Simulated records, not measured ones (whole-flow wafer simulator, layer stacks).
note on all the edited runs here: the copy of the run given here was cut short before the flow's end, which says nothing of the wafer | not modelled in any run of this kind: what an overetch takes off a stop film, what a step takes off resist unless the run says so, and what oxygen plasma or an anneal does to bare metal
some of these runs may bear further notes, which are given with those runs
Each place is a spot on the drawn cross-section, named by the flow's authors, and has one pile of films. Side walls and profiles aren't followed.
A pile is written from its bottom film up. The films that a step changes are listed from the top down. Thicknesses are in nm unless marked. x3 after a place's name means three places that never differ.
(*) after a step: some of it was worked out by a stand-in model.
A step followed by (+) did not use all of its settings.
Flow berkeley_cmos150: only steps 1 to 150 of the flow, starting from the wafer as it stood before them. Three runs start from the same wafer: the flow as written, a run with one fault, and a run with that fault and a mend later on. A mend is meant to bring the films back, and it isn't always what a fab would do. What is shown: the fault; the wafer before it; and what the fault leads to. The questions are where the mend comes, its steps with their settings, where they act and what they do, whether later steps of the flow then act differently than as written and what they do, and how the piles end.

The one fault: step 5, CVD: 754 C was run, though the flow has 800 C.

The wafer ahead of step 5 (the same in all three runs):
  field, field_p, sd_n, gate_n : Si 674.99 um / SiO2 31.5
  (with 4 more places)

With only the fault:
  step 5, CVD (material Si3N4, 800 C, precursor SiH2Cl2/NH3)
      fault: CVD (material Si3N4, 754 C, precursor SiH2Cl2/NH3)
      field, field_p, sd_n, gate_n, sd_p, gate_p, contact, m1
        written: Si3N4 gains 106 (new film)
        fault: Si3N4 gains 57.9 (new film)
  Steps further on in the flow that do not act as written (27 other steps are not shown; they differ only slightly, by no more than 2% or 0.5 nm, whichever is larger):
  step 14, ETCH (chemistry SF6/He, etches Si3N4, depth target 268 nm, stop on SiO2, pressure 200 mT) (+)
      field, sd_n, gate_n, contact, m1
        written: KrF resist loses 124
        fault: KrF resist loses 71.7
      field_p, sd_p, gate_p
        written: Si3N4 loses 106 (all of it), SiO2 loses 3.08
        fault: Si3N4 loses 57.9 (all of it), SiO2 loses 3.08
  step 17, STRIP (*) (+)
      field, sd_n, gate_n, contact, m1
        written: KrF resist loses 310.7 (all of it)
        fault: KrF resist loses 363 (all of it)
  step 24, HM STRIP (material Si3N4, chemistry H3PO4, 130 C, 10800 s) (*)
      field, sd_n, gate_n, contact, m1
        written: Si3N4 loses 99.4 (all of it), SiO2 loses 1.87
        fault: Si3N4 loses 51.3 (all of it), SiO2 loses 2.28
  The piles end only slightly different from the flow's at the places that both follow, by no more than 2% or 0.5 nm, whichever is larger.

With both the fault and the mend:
  After step 6 comes the mend.
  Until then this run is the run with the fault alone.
  step 6a, ETCH (chemistry h3po4, depth target 66.62 nm)
      field, field_p, sd_n, gate_n, sd_p, gate_p, contact, m1
        Si3N4 loses 57.9 (all of it)
  step 6b, CLEAN (chemistry SPM, 600 s) (the flow's step 1, run once more)
      leaves every film unchanged at each place that is followed
  step 6c, CVD (material Si3N4, 800 C, precursor SiH2Cl2/NH3) (the flow's step 5, run once more)
      field, field_p, sd_n, gate_n, sd_p, gate_p, contact, m1
        Si3N4 gains 106 (new film)
  None of the later steps of the flow acts differently than as written at any place that is followed.
  At every place that both follow, the piles at the end match the flow's.
